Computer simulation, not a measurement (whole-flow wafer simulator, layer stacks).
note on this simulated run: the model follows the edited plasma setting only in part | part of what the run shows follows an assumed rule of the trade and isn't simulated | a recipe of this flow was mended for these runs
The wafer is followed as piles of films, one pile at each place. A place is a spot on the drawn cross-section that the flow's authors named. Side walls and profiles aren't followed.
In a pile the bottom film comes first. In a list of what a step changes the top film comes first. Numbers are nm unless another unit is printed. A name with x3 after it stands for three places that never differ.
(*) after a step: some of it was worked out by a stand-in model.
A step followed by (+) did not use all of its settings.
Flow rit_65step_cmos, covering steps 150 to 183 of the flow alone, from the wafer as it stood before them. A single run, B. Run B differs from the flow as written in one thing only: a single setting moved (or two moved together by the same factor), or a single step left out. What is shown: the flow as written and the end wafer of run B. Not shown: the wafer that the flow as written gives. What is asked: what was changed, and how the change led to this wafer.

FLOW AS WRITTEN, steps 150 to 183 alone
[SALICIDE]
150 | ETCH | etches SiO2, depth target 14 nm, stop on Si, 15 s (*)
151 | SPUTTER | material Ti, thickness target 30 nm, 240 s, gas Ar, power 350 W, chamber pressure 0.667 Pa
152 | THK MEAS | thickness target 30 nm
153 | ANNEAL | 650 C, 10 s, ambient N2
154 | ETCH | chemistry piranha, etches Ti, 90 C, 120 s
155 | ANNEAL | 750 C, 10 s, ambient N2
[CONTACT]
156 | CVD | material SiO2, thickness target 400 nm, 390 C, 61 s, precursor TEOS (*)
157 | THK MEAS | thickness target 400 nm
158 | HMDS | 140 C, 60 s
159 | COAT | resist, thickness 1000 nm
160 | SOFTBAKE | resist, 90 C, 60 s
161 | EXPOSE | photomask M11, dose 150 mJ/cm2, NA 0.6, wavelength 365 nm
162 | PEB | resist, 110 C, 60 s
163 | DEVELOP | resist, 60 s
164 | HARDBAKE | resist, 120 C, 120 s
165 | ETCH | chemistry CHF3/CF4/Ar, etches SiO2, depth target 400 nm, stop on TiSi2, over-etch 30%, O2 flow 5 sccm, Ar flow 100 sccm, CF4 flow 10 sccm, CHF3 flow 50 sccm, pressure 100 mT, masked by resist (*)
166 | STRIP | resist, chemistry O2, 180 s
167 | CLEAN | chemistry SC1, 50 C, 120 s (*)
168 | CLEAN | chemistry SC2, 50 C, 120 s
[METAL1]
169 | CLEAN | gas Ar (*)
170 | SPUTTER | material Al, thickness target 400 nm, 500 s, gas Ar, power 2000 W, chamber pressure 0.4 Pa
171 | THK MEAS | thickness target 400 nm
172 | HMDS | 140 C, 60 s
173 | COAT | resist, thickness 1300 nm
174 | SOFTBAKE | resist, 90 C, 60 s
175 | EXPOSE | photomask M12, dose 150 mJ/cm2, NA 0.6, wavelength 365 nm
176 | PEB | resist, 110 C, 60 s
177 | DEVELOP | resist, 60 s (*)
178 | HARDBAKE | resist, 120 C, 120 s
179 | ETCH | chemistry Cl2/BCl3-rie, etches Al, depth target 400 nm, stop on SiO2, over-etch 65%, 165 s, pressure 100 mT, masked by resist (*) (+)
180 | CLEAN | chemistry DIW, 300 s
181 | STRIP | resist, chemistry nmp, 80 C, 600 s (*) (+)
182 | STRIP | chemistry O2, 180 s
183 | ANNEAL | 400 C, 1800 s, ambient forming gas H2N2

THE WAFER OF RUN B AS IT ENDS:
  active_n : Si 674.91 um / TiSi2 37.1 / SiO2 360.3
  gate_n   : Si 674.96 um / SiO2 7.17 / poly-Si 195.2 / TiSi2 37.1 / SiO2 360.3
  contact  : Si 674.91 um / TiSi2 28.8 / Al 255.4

The reason: step 151, SPUTTER: power 219 W was run, though the flow has power 350 W.

Step by step, how the change led to this:
  151 | SPUTTER | material Ti, thickness target 30 nm, 240 s, gas Ar, power 350 W, chamber pressure 0.667 Pa
      field, field_pw, field_nw and 11 more: +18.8 Ti (new film) (as written it would have been: +30 Ti (new film))
  153 | ANNEAL | 650 C, 10 s, ambient N2
      active_n, active_p, sd_n, sd_p, contact, m1: -14.6 Ti, +37.2 TiSi2 C49 (new film), -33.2 Si (as written it would have been: -23.4 Ti, +15 TiSi first (new film), +37.2 TiSi2 C49 (new film), -43.1 Si)
      gate_n, gate_p: -14.6 Ti, +37.2 TiSi2 C49 (new film), -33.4 poly-Si (as written it would have been: -23.4 Ti, +15 TiSi first (new film), +37.2 TiSi2 C49 (new film), -43.3 poly-Si)
  154 | ETCH | chemistry piranha, etches Ti, 90 C, 120 s
      active_n, active_p, gate_n, gate_p, sd_n, sd_p, contact, m1: -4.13 Ti (all of it), -0.11 TiSi2 C49 (as written it would have been: -6.6 Ti (all of it), -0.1 TiSi first)
      field, field_pw, field_nw, field_p, spacer, spacer_p: -18.8 Ti (all of it) (as written it would have been: -30 Ti (all of it))
  155 | ANNEAL | 750 C, 10 s, ambient N2
      active_n, active_p, sd_n, sd_p, contact, m1: +37.1 TiSi2 (new film), -37.1 TiSi2 C49 (all of it) (as written it would have been: +55.9 TiSi2 (new film), -14.9 TiSi first (all of it), -37.2 TiSi2 C49 (all of it), -9.91 Si)
      gate_n, gate_p: +37.1 TiSi2 (new film), -37.1 TiSi2 C49 (all of it) (as written it would have been: +55.9 TiSi2 (new film), -14.9 TiSi first (all of it), -37.2 TiSi2 C49 (all of it), -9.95 poly-Si)
